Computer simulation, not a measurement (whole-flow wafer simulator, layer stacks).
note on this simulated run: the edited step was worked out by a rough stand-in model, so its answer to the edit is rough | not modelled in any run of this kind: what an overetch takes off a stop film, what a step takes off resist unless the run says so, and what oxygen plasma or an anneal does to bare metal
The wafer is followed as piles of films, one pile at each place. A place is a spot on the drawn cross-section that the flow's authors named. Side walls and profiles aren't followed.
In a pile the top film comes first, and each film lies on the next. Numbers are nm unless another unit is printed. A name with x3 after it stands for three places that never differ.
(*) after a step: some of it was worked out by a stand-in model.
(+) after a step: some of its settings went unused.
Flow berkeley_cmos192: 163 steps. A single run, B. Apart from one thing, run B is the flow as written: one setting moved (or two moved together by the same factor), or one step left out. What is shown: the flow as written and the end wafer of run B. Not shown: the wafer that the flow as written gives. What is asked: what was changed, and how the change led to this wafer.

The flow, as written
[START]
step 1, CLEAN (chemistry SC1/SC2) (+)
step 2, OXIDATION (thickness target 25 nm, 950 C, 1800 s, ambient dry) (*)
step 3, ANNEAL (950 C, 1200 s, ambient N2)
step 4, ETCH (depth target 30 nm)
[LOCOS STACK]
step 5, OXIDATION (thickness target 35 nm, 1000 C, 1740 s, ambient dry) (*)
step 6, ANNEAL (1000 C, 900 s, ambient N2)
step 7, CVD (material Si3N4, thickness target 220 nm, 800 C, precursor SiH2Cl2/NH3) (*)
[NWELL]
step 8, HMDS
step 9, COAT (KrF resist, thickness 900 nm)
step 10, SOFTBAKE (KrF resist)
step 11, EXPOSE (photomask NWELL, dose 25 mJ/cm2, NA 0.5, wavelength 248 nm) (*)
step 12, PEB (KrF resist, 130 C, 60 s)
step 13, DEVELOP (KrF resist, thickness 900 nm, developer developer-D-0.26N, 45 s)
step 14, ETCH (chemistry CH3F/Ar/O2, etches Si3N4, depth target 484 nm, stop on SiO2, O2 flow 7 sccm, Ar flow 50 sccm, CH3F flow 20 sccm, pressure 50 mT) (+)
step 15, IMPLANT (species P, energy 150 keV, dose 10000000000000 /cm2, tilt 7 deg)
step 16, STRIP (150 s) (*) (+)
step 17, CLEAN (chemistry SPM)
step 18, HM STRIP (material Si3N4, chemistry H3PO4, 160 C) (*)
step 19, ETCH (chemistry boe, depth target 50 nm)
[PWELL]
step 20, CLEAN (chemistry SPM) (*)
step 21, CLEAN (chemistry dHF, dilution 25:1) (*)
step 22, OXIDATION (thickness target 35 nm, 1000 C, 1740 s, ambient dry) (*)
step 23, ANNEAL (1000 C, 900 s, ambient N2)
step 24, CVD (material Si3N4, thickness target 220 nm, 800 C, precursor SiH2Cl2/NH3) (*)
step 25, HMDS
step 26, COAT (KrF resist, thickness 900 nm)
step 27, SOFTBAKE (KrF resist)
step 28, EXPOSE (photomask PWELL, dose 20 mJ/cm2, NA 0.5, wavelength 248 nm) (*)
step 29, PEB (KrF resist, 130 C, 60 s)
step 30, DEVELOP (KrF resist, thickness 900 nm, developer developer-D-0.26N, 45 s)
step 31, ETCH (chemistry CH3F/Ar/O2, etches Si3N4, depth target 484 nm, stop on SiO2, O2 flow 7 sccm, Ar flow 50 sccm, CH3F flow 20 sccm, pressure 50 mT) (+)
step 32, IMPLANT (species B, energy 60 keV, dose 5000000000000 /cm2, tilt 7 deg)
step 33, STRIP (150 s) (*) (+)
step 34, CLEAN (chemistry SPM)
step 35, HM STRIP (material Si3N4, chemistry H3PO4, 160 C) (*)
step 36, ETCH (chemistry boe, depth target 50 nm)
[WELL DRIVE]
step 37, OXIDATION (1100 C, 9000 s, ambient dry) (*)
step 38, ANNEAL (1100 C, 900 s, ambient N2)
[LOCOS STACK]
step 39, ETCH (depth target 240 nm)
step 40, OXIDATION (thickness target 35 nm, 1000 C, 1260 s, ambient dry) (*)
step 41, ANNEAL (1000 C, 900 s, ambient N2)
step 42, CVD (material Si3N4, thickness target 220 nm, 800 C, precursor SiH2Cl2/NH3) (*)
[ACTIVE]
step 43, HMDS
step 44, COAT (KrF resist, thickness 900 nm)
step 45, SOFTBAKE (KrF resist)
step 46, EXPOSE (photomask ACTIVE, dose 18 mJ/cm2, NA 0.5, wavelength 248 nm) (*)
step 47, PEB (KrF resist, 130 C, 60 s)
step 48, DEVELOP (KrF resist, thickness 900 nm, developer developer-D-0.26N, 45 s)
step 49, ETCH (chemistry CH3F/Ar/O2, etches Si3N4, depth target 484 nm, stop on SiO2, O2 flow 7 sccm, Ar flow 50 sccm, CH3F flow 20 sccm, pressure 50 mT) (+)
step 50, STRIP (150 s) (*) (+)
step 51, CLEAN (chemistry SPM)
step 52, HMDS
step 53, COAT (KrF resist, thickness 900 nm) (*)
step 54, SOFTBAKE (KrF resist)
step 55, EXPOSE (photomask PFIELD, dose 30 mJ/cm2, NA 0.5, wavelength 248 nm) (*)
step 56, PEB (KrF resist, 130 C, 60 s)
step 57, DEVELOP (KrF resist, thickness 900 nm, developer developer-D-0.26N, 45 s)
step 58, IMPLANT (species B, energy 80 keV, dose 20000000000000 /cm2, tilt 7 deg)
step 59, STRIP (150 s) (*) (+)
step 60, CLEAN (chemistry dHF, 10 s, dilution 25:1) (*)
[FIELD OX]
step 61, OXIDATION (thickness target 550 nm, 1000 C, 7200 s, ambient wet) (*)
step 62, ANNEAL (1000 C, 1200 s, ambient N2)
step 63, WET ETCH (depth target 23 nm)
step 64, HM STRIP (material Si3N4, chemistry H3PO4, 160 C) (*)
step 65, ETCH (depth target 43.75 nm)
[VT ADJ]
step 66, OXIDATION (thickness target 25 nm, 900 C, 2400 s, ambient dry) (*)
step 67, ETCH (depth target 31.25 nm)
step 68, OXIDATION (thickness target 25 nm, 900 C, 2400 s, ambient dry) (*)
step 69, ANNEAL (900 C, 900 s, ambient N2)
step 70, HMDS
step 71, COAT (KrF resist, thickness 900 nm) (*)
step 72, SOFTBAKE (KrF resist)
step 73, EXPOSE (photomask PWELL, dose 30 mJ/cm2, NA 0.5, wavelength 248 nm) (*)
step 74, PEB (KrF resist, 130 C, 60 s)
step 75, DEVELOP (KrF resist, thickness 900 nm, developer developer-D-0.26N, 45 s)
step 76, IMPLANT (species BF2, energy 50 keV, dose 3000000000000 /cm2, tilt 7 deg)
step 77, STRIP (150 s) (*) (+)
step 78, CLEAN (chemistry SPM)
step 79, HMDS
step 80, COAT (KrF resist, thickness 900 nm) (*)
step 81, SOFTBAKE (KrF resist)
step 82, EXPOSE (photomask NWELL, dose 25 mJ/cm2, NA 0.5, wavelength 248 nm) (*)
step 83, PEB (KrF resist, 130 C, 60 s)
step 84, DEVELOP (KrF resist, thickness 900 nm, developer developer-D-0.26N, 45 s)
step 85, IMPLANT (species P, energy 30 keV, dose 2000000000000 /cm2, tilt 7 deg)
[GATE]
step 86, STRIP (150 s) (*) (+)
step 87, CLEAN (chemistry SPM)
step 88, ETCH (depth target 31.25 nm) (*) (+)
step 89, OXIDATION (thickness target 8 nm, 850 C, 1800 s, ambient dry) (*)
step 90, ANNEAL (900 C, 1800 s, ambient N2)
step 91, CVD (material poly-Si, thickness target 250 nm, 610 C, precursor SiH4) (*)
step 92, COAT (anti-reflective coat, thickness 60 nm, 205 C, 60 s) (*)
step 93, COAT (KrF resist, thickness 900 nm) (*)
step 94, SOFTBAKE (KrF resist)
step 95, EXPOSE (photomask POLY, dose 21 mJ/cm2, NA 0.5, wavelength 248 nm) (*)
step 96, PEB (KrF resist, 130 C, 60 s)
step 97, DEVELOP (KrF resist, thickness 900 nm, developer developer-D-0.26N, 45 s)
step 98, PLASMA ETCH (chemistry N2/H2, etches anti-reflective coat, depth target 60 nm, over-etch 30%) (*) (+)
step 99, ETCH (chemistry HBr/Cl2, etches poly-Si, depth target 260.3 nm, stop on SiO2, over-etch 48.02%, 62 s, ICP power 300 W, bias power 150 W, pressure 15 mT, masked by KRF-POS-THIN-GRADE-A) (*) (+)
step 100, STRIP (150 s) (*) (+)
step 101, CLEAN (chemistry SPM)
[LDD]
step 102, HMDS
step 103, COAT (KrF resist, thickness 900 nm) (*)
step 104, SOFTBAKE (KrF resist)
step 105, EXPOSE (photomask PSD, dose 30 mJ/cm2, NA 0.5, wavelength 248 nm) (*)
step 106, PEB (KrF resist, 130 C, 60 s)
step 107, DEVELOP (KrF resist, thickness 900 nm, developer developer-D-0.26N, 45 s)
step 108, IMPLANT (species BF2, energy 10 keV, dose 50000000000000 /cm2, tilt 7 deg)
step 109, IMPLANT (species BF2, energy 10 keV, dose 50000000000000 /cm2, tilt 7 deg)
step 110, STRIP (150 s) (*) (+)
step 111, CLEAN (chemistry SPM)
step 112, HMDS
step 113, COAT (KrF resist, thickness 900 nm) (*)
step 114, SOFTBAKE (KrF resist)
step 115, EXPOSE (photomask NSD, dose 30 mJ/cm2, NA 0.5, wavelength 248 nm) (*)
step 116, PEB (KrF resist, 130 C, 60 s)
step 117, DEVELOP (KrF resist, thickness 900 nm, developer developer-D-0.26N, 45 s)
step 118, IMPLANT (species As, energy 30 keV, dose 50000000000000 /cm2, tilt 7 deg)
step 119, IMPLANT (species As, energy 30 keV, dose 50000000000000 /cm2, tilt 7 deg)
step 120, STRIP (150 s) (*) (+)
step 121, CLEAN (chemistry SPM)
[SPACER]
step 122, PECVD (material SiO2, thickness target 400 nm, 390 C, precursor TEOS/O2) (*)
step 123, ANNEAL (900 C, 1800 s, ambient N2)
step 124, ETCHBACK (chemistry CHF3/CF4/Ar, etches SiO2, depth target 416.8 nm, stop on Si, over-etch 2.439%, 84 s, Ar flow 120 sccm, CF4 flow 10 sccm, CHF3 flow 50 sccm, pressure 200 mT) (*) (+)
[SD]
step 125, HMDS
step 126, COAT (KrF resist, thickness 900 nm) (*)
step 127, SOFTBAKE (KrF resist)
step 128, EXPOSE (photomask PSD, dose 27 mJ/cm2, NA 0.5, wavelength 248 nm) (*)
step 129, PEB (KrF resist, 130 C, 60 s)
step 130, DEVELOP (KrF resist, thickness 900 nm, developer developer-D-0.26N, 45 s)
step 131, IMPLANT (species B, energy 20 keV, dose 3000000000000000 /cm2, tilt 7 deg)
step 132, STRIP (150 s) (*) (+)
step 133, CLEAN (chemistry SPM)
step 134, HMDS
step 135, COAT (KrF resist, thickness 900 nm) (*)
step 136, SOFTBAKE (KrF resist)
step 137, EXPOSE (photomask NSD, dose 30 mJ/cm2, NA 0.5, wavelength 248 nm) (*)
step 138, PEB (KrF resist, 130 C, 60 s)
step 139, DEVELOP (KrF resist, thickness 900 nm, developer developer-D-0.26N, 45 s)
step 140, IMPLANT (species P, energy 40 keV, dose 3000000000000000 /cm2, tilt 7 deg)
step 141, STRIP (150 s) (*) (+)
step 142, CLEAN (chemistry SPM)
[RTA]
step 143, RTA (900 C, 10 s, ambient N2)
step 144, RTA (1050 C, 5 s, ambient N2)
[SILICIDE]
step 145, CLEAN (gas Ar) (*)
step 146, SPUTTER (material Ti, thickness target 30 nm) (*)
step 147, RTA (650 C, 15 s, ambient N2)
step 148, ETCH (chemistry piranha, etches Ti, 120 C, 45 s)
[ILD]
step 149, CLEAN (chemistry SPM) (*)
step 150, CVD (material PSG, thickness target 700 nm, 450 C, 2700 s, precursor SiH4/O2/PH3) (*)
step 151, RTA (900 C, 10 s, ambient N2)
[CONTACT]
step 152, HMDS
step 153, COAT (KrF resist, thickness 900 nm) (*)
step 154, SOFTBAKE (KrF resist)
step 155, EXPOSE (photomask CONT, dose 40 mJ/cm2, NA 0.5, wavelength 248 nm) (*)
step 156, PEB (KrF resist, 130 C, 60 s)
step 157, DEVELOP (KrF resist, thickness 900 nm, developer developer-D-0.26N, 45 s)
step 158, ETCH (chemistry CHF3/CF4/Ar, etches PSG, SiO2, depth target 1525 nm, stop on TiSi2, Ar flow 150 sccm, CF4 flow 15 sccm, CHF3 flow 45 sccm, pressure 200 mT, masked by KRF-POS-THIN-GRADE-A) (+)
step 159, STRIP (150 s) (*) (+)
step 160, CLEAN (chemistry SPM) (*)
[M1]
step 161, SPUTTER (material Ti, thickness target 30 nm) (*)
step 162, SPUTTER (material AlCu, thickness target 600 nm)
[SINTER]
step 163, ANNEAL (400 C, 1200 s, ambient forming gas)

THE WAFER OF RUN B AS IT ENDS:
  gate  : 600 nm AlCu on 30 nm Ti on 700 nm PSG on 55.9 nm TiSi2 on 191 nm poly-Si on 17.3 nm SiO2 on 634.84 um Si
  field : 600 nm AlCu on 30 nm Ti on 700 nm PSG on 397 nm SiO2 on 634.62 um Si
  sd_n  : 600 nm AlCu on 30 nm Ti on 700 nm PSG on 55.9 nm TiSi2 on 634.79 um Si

Cause: step 89, OXIDATION: 935 C was run, though the flow has 850 C.

How this came from the change, step by step:
  step 89, OXIDATION (thickness target 8 nm, 850 C, 1800 s, ambient dry) (*)
      sd_n, spacer_n, gate, sd_p, spacer_p, gate_p, contact, m1: SiO2 gains 17.3 (new film), Si loses 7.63 (as written it would have been: SiO2 gains 7.48 (new film), Si loses 3.29)
      field: SiO2 gains 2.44, Si loses 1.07 (as written it would have been: SiO2 gains 0.52, Si loses 0.23)
  step 92, COAT (anti-reflective coat, thickness 60 nm, 205 C, 60 s) (*)
      sd_n: anti-reflective coat gains 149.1 (new film) (as written it would have been: anti-reflective coat gains 152.4 (new film))
      spacer_n: anti-reflective coat gains 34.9 (new film) (as written it would have been: anti-reflective coat gains 33.8 (new film))
      (also at 3 further places)
  step 98, PLASMA ETCH (chemistry N2/H2, etches anti-reflective coat, depth target 60 nm, over-etch 30%) (*) (+)
      sd_n: anti-reflective coat loses 149.1 (all of it), poly-Si loses 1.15 (as written it would have been: anti-reflective coat loses 152.4 (all of it), poly-Si loses 1.17)
      spacer_n: anti-reflective coat loses 34.9 (all of it), poly-Si loses 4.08 (as written it would have been: anti-reflective coat loses 33.8 (all of it), poly-Si loses 4.21)
      (also at 1 further place)
  step 100, STRIP (150 s) (*) (+)
      gate: chemical SiO2 gains 1.15 (new film), KrF resist loses 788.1 (all of it), anti-reflective coat loses 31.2 (all of it), poly-Si loses 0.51 (as written it would have been: chemical SiO2 gains 1.15 (new film), KrF resist loses 791.8 (all of it), anti-reflective coat loses 30 (all of it), poly-Si loses 0.51)
      gate_p: chemical SiO2 gains 1.15 (new film), KrF resist loses 762.6 (all of it), anti-reflective coat loses 31.9 (all of it), poly-Si loses 0.51 (as written it would have been: chemical SiO2 gains 1.15 (new film), KrF resist loses 765.1 (all of it), anti-reflective coat loses 31 (all of it), poly-Si loses 0.51)
  step 124, ETCHBACK (chemistry CHF3/CF4/Ar, etches SiO2, depth target 416.8 nm, stop on Si, over-etch 2.439%, 84 s, Ar flow 120 sccm, CF4 flow 10 sccm, CHF3 flow 50 sccm, pressure 200 mT) (*) (+)
      sd_n: SiO2 loses 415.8 (all of it) (as written it would have been: SiO2 loses 406 (all of it))
      sd_p: SiO2 loses 401.6 (all of it) (as written it would have been: SiO2 loses 391.4 (all of it))
      (also at 2 further places)
